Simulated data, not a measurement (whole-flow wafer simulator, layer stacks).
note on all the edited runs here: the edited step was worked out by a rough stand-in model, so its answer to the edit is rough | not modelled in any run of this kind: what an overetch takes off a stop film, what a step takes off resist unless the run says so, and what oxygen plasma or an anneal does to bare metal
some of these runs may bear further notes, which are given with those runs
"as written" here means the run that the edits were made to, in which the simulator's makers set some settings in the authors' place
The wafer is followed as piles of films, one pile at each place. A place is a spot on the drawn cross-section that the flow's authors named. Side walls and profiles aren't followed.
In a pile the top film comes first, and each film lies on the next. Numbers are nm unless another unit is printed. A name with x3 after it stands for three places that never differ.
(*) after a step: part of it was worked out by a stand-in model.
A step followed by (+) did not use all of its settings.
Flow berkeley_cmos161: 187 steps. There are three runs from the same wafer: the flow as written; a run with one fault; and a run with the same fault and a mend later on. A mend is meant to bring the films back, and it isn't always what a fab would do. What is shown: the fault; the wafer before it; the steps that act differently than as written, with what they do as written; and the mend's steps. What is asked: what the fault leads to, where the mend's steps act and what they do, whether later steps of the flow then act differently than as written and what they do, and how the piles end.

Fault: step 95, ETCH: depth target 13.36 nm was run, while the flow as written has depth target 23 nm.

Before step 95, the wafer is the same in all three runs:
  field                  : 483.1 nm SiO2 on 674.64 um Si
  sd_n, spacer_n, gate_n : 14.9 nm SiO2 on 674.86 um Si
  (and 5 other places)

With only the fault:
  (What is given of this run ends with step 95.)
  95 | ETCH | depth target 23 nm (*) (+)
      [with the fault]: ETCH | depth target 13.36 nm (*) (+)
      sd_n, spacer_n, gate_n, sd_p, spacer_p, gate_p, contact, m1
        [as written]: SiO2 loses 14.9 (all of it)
        [with the fault]: SiO2 loses 13.4
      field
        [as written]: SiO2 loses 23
        [with the fault]: SiO2 loses 13.4
  Once step 95 is done, the piles at field, sd_n, spacer_n and 6 more depart from the flow's by more than 2% or 0.5 nm, whichever is larger.
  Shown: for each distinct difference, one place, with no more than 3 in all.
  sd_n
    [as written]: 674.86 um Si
    [with the fault]: 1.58 nm SiO2 on 674.86 um Si
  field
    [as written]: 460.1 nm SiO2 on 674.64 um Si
    [with the fault]: 469.8 nm SiO2 on 674.64 um Si

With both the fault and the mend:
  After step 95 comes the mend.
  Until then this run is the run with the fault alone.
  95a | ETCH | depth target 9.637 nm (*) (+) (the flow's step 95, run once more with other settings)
      sd_n, spacer_n, gate_n, sd_p, spacer_p, gate_p, contact, m1
        SiO2 loses 1.58 (all of it)
      field
        SiO2 loses 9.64
  None of the later steps of the flow differs from how it acts as written, at any place that is followed, by more than 2% or 0.5 nm, whichever is larger.
  By the end, the piles equal the flow's at every place that both follow.
